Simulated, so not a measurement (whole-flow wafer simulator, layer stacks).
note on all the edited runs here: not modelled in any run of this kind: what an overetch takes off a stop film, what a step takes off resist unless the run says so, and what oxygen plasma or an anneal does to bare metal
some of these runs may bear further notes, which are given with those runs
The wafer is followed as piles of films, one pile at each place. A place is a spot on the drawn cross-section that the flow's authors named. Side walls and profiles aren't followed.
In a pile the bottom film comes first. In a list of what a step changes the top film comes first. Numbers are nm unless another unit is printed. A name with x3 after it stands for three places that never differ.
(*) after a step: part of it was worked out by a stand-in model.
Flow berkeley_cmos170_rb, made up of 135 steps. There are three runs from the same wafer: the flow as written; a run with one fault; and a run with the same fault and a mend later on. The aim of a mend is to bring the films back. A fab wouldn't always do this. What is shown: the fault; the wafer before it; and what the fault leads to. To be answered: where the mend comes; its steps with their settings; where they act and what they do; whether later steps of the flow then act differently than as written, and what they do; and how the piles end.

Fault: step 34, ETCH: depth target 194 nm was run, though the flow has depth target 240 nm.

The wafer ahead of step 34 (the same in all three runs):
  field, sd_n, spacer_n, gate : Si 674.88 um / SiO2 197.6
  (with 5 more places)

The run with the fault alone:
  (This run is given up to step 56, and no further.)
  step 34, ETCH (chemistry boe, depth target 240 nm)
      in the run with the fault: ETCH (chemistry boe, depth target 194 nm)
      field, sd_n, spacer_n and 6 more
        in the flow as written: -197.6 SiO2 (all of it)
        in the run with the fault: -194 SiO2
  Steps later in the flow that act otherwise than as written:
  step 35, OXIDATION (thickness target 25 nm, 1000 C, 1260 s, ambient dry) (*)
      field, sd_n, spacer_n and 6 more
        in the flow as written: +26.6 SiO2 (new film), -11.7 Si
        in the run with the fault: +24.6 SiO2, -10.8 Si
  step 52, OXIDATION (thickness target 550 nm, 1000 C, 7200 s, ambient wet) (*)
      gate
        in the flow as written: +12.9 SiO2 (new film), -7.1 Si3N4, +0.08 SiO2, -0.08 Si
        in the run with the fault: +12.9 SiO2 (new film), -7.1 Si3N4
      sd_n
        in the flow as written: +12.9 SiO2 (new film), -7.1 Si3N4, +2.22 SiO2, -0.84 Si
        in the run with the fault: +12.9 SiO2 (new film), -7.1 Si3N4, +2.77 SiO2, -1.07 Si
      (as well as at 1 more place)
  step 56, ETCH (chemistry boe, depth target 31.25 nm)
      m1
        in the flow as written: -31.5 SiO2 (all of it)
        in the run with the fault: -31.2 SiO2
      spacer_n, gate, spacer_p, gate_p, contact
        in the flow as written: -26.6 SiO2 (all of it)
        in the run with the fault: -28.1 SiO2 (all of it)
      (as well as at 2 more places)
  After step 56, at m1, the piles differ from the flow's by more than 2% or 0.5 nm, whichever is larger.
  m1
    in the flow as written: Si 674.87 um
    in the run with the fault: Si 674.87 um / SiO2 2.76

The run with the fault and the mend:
  After step 34 comes the mend.
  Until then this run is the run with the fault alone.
  step 34a, ETCH (chemistry boe, depth target 46 nm) (the flow's step 34, run once more with other settings)
      field, sd_n, spacer_n and 6 more
        -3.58 SiO2 (all of it)
  None of the later steps of the flow acts differently than as written at any place that is followed.
  By the end, the piles equal the flow's at every place that both follow.
